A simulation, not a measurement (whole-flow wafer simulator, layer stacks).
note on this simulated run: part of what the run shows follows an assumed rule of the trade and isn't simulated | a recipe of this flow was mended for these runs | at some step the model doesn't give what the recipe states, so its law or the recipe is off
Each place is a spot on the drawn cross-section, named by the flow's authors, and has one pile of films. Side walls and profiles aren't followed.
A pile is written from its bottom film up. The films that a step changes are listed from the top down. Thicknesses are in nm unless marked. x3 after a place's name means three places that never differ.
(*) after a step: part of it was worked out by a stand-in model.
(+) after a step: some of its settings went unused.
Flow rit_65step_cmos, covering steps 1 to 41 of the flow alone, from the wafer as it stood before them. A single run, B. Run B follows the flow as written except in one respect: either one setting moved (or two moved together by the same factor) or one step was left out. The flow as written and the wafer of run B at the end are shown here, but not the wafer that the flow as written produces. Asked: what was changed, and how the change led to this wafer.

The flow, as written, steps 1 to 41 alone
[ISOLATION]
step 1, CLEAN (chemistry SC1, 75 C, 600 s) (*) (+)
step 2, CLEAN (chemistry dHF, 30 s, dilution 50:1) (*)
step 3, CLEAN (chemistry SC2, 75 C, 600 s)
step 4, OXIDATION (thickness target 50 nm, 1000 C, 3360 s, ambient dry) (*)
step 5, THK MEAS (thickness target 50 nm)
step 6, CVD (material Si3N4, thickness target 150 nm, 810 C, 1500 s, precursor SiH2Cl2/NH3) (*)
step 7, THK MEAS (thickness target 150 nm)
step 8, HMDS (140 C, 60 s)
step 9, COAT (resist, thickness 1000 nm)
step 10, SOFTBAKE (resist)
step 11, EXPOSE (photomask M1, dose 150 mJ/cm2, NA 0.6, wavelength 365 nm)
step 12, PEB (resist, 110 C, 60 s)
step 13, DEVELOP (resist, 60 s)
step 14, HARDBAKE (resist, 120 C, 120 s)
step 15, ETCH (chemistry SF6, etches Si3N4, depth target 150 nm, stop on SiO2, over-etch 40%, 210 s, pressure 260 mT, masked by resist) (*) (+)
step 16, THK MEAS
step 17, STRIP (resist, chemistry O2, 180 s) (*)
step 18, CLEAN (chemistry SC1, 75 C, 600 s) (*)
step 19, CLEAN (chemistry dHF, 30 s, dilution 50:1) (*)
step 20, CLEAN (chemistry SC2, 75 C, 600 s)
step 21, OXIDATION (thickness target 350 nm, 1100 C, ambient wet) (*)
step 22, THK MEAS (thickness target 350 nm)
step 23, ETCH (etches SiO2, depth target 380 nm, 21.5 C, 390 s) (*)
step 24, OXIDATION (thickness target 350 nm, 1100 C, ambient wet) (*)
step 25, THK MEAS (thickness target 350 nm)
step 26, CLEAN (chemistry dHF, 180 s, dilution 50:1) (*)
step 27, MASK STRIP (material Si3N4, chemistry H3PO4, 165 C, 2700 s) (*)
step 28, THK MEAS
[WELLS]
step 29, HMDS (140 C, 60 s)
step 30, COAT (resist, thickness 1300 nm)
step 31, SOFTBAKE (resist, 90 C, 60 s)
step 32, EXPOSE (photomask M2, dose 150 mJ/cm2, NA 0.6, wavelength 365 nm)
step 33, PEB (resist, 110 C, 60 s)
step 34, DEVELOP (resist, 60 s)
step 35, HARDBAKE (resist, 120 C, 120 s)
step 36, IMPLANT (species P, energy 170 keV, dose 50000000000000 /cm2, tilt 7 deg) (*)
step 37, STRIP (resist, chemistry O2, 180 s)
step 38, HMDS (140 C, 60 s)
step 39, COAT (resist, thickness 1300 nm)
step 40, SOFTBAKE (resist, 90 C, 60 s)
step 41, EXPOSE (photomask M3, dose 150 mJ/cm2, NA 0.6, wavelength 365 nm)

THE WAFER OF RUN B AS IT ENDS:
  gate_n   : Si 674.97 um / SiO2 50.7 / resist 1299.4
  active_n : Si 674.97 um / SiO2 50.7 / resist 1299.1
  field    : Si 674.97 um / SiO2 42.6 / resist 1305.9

What caused this: step 6, CVD: thickness target 285 nm was run, whereas the flow has thickness target 150 nm; step 6, CVD: 2850 s was run, where the flow has 1500 s.

How this came from the change, step by step:
  step 6, CVD (material Si3N4, thickness target 150 nm, 810 C, 1500 s, precursor SiH2Cl2/NH3) (*)
      field, field_pw, field_nw and 11 more: Si3N4 gains 285 (new film) (in the flow as written it would be: Si3N4 gains 150 (new film))
  step 15, ETCH (chemistry SF6, etches Si3N4, depth target 150 nm, stop on SiO2, over-etch 40%, 210 s, pressure 260 mT, masked by resist) (*) (+)
      field, field_pw, field_nw, field_p: Si3N4 loses 210 (in the flow as written it would be: Si3N4 loses 150 (all of it), SiO2 loses 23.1)
  step 18, CLEAN (chemistry SC1, 75 C, 600 s) (*)
      field, field_pw, field_nw, field_p: Si3N4 loses 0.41 (in the flow as written it would be: SiO2 loses 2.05)
  step 19, CLEAN (chemistry dHF, 30 s, dilution 50:1) (*)
      field, field_pw, field_nw, field_p: Si3N4 loses 0.43 (in the flow as written it would be: SiO2 loses 2.78)
  step 21, OXIDATION (thickness target 350 nm, 1100 C, ambient wet) (*)
      gate_n, gate_p, spacer, spacer_p, sd_n, sd_p, contact, m1: SiO2 gains 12 (new film), Si3N4 loses 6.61 (in the flow as written it would be: SiO2 gains 12 (new film), Si3N4 loses 6.61, SiO2 gains 0.03)
      field, field_p: SiO2 gains 12 (new film), Si3N4 loses 6.61 (in the flow as written it would be: SiO2 gains 328.2, Si loses 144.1)
      (as well as at 2 more places)
  step 23, ETCH (etches SiO2, depth target 380 nm, 21.5 C, 390 s) (*)
      field, field_p: SiO2 loses 12 (all of it), Si3N4 loses 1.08 (in the flow as written it would be: SiO2 loses 351.3 (all of it), Si loses 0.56)
      field_pw, field_nw: SiO2 loses 12 (all of it), Si3N4 loses 1.08 (in the flow as written it would be: SiO2 loses 355.4 (all of it), Si loses 0.49)
      (as well as at 10 more places)
  step 24, OXIDATION (thickness target 350 nm, 1100 C, ambient wet) (*)
      field, field_pw, field_nw, field_p: SiO2 gains 12 (new film), Si3N4 loses 6.61 (in the flow as written it would be: SiO2 gains 350 (new film), Si loses 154)
  step 26, CLEAN (chemistry dHF, 180 s, dilution 50:1) (*)
      field, field_pw, field_nw, field_p: SiO2 loses 12 (all of it), Si3N4 loses 0.44 (in the flow as written it would be: SiO2 loses 16.7)
  step 27, MASK STRIP (material Si3N4, chemistry H3PO4, 165 C, 2700 s) (*)
      field, field_pw, field_nw, field_p: Si3N4 loses 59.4 (all of it), SiO2 loses 8.4 (in the flow as written it would be: SiO2 loses 10.7)
      active_n, active_p, gate_n and 7 more: Si3N4 loses 269.4 (all of it), SiO2 loses 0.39 (in the flow as written it would be: Si3N4 loses 131.8 (all of it), SiO2 loses 5.64)
